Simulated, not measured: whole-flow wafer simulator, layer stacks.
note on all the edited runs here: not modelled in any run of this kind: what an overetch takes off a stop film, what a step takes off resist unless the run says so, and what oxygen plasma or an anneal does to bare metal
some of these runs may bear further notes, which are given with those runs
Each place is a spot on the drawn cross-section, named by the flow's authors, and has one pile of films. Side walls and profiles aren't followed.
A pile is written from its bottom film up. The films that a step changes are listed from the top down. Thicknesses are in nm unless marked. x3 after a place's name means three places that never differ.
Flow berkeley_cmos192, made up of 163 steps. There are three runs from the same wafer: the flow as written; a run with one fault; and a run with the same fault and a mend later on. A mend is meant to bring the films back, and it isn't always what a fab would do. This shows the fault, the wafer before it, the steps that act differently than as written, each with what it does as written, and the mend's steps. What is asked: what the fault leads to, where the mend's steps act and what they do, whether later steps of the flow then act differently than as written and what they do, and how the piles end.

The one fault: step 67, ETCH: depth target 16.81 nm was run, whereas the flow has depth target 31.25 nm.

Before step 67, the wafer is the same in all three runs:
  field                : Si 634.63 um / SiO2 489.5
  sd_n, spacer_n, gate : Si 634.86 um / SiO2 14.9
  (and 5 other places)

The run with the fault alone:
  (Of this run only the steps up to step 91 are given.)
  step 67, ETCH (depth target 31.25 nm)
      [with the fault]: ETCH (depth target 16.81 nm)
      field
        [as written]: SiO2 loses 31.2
        [with the fault]: SiO2 loses 16.8
  None of the later steps of the flow up to step 91 differs from how it acts as written, at any place that is followed, by more than 2% or 0.5 nm, whichever is larger.
  Once step 91 is done, the piles at field depart from the flow's by more than 2% or 0.5 nm, whichever is larger.
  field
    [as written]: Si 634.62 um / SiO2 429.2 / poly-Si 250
    [with the fault]: Si 634.62 um / SiO2 443.6 / poly-Si 250

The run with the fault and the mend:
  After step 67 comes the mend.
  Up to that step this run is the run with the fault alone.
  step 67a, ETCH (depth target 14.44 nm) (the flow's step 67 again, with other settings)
      field
        SiO2 loses 14.4
  None of the later steps of the flow differs from how it acts as written, at any place that is followed, by more than 2% or 0.5 nm, whichever is larger.
  At every place that both follow, the piles at the end match the flow's.
